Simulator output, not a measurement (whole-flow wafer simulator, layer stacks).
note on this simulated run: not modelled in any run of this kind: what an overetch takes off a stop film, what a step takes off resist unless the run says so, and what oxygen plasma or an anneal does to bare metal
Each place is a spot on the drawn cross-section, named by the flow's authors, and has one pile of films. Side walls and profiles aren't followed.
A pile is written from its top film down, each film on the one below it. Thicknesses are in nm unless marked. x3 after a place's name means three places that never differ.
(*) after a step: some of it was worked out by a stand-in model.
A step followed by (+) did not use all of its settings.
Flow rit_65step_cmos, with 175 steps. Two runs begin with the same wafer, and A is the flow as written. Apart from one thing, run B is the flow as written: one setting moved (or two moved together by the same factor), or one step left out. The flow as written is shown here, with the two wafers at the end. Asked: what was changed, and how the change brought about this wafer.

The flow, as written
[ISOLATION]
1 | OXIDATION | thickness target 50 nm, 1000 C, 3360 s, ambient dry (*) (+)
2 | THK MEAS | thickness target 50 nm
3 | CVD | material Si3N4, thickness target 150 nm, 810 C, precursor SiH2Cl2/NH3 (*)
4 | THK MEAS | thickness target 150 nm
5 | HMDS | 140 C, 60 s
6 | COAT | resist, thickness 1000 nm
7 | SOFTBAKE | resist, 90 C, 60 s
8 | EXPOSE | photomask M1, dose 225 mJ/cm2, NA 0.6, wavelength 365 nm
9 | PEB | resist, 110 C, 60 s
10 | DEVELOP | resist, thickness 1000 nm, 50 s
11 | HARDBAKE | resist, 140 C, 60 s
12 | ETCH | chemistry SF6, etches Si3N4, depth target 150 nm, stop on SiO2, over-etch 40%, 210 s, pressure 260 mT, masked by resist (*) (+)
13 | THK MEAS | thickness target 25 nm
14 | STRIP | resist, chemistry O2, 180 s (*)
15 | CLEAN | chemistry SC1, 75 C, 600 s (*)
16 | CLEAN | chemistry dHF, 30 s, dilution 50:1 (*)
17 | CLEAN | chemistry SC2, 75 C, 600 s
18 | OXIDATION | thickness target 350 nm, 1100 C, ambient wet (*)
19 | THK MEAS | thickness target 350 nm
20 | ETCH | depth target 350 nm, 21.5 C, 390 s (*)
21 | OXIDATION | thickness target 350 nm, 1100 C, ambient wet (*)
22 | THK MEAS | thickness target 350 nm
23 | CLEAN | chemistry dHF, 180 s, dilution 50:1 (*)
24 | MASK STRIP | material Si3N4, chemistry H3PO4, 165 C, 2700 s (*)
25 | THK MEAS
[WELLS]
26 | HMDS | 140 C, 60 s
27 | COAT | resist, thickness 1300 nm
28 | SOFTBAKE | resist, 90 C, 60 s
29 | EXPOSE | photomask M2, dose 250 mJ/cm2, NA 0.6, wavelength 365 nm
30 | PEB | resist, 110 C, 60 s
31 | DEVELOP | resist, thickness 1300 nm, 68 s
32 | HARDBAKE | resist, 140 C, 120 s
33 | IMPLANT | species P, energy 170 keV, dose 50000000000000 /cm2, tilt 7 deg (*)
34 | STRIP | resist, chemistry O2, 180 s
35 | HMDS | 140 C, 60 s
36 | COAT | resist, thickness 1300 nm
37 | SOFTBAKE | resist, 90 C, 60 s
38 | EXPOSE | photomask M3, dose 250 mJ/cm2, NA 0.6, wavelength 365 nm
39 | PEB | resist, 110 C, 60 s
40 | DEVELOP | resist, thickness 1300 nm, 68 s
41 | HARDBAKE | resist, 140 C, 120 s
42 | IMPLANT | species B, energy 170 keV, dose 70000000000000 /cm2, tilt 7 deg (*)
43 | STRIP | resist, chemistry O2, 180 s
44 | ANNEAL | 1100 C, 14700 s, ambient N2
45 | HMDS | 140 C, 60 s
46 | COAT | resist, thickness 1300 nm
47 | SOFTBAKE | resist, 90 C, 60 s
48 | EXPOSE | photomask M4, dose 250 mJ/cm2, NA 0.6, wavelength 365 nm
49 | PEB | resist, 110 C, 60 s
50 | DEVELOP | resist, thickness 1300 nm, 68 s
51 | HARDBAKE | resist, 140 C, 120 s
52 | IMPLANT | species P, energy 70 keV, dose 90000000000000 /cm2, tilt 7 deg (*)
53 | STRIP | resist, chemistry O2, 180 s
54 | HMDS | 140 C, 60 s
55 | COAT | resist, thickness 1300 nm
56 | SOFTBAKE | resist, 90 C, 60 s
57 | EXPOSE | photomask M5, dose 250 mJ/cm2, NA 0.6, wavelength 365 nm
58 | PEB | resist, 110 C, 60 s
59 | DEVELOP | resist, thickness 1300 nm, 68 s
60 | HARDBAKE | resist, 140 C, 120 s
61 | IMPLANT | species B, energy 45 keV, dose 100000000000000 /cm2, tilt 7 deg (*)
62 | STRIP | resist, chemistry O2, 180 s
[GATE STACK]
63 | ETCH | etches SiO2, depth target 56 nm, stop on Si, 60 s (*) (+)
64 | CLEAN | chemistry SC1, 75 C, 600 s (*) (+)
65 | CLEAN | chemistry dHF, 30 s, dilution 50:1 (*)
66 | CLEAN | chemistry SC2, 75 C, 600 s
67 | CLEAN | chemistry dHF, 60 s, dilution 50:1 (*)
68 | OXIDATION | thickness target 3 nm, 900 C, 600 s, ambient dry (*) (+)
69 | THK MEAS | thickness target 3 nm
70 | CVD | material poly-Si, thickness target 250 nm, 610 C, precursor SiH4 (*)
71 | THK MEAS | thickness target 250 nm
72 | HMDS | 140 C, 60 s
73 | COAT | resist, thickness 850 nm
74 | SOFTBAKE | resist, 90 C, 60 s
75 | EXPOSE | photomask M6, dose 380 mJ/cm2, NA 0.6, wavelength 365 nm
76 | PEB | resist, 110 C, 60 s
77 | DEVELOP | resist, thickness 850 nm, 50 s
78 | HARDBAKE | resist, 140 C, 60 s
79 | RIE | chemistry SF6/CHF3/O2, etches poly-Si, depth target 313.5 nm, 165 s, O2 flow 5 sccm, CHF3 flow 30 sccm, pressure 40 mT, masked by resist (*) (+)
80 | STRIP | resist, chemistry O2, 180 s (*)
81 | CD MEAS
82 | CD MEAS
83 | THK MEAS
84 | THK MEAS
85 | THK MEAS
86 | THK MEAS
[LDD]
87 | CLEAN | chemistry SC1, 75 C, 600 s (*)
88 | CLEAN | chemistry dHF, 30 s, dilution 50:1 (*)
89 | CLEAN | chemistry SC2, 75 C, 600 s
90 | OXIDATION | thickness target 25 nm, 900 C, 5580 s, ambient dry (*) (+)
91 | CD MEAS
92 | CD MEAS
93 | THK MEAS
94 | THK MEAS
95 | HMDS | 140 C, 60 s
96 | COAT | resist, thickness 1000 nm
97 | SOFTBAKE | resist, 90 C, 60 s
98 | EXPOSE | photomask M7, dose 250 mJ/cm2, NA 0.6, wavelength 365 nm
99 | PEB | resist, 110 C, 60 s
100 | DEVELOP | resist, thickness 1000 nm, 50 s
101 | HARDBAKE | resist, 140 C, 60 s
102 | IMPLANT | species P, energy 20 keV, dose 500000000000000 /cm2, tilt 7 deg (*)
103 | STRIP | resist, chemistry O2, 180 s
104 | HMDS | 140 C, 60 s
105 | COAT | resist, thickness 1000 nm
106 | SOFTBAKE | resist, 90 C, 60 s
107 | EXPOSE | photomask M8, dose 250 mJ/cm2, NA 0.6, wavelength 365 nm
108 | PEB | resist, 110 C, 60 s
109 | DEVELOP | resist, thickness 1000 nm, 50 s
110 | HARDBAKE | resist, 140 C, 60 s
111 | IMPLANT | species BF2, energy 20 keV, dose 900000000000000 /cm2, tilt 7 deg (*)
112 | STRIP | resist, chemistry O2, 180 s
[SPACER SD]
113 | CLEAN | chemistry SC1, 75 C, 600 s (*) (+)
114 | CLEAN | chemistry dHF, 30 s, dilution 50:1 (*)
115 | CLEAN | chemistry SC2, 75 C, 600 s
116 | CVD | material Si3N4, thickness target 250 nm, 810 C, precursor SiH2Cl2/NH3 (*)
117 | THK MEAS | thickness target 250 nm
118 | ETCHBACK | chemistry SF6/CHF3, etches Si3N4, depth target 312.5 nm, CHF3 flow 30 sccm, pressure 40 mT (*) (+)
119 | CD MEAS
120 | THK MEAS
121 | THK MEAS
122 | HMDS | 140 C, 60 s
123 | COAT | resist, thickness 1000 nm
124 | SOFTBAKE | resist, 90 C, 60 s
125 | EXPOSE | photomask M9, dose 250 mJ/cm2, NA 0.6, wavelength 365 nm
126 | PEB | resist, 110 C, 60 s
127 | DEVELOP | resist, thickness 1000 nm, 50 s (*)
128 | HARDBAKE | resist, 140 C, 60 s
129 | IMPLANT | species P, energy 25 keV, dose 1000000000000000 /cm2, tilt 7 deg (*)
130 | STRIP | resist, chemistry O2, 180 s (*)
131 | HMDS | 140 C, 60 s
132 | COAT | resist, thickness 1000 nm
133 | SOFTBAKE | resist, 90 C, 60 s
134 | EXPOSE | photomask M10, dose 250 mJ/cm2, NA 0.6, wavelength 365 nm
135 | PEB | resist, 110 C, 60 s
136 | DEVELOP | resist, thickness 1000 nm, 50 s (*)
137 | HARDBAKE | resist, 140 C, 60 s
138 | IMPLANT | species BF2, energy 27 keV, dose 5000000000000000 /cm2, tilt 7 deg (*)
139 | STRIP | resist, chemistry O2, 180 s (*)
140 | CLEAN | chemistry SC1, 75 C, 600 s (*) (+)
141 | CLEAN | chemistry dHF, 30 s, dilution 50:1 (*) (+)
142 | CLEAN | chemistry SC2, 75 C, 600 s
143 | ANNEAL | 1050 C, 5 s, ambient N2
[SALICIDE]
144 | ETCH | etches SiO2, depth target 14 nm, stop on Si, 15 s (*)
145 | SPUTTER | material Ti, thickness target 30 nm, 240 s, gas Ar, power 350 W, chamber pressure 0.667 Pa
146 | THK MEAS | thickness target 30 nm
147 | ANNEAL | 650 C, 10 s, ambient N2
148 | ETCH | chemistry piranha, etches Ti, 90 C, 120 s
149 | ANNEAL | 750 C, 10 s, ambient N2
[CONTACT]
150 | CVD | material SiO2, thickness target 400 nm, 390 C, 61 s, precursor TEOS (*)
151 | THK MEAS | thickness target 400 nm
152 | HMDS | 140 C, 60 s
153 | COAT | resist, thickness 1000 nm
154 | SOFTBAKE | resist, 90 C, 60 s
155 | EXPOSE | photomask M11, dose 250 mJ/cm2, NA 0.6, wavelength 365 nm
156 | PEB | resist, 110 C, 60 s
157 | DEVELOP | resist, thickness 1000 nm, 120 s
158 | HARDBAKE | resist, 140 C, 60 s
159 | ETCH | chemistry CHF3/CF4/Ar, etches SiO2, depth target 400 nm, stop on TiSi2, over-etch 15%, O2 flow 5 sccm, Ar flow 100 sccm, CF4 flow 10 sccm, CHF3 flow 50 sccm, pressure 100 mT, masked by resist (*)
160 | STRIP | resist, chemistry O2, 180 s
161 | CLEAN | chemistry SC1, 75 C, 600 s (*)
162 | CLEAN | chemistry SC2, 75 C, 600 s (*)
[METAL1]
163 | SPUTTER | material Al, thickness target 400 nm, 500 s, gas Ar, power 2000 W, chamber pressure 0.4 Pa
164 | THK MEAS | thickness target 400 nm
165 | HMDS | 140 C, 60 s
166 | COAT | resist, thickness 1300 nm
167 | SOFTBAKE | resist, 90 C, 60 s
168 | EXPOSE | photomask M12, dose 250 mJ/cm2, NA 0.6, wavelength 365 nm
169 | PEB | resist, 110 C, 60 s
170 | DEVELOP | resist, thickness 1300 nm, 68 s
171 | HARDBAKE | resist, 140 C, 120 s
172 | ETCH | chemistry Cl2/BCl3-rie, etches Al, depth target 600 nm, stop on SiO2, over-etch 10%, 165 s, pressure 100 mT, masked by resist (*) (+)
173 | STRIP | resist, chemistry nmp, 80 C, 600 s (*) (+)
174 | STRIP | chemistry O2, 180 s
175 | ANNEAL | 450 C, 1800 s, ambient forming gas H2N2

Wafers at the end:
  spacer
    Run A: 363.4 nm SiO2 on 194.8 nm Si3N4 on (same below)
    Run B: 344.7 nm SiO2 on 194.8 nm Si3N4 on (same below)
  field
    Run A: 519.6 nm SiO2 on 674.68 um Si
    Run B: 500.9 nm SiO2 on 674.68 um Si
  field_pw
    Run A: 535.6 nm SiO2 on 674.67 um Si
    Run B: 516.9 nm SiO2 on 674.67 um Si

What caused this: step 163, SPUTTER: power 1252 W was run, whereas the flow has power 2000 W.

The path from the change to this, step by step:
  163 | SPUTTER | material Al, thickness target 400 nm, 500 s, gas Ar, power 2000 W, chamber pressure 0.4 Pa
      field, field_p, spacer, spacer_p: A +400 Al (new film) | B +250.4 Al (new film)
      gate_n, gate_p: A +396 Al (new film) | B +250.4 Al (new film)
      (and at 2 other places as well)
  172 | ETCH | chemistry Cl2/BCl3-rie, etches Al, depth target 600 nm, stop on SiO2, over-etch 10%, 165 s, pressure 100 mT, masked by resist (*) (+)
      field, field_p, spacer, spacer_p: A -400 Al (all of it), -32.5 SiO2 | B -250.4 Al (all of it), -51.2 SiO2
      gate_n, gate_p: A -396 Al (all of it), -33 SiO2 | B -250.4 Al (all of it), -51.2 SiO2
      (and at 2 other places as well)
